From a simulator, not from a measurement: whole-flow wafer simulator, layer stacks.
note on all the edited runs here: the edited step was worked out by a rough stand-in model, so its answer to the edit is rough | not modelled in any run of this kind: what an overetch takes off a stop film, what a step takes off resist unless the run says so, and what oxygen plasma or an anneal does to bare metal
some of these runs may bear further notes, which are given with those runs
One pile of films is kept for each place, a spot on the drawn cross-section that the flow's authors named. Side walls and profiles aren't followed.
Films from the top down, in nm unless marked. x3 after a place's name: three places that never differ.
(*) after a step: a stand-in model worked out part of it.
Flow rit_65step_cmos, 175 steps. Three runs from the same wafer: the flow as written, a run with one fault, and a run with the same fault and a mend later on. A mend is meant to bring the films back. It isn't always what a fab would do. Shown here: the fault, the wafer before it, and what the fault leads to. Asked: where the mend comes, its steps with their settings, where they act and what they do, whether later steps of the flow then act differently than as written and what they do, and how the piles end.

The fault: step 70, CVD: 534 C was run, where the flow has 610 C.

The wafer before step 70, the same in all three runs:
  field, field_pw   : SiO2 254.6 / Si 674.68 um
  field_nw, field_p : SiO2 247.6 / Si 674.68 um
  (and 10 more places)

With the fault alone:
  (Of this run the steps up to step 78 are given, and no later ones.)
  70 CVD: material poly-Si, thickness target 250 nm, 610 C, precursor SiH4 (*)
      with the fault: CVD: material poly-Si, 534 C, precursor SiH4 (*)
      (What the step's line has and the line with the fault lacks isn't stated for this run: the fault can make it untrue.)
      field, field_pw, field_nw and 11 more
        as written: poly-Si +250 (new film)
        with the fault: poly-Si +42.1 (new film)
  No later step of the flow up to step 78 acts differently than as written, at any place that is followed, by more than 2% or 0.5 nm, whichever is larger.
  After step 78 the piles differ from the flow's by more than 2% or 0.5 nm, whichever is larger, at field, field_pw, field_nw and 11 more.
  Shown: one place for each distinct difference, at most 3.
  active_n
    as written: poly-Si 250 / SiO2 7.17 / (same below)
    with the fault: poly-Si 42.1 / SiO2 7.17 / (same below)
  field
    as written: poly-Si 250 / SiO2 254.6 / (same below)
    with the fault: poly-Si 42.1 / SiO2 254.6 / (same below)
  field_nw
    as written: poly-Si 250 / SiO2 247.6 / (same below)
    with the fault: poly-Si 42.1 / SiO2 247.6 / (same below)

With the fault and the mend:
  The mend comes after step 71.
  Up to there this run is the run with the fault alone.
  71a CVD: material poly-Si, thickness target 208 nm, 610 C, precursor SiH4 (*) (the flow's step 70 once more, with other settings)
      field, field_pw, field_nw and 11 more
        poly-Si +208
  No later step of the flow acts differently than as written, at any place that is followed, by more than 2% or 0.5 nm, whichever is larger.
  At the end the piles differ from the flow's only slightly at the places that both follow, by at most 2% or 0.5 nm, whichever is larger.
